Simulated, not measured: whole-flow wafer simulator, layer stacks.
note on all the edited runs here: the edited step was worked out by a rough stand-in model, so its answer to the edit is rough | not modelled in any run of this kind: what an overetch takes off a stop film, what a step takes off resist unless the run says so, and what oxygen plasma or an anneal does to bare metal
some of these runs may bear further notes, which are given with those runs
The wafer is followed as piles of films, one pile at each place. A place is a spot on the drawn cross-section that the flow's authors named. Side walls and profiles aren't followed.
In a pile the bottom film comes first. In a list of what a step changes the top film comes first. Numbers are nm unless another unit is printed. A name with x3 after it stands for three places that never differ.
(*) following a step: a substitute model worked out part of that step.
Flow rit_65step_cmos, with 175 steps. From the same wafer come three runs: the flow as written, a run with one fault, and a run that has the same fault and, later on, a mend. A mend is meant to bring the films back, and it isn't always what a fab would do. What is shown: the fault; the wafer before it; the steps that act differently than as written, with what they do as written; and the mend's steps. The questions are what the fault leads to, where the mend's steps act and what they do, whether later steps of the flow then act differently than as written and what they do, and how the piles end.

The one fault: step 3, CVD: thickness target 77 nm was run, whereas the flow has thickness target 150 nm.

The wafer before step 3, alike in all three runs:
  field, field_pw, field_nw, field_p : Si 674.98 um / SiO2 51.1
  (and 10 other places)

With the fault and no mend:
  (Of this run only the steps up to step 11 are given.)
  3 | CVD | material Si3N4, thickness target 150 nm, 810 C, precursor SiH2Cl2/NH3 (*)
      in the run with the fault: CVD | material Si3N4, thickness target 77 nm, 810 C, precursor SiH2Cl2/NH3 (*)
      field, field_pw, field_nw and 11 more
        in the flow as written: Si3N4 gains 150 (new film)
        in the run with the fault: Si3N4 gains 77 (new film)
  None of the later steps of the flow up to step 11 acts differently than as written at any place that is followed.
  Once step 11 is done, the piles at field, field_pw, field_nw and 11 more depart from the flow's by more than 2% or 0.5 nm, whichever is larger.
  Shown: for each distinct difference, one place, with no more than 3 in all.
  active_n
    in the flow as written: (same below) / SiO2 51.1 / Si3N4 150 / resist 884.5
    in the run with the fault: (same below) / SiO2 51.1 / Si3N4 77 / resist 884.5
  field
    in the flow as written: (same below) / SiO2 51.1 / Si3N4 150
    in the run with the fault: (same below) / SiO2 51.1 / Si3N4 77

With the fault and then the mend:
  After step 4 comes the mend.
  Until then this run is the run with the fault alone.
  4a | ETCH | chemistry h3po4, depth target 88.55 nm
      field, field_pw, field_nw and 11 more
        Si3N4 loses 77 (all of it)
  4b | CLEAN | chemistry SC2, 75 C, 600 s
      does not change any film at any place that is followed
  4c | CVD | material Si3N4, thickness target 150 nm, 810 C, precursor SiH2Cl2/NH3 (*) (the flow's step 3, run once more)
      field, field_pw, field_nw and 11 more
        Si3N4 gains 150 (new film)
  None of the later steps of the flow acts differently than as written at any place that is followed.
  At every place that both follow, the piles at the end match the flow's.
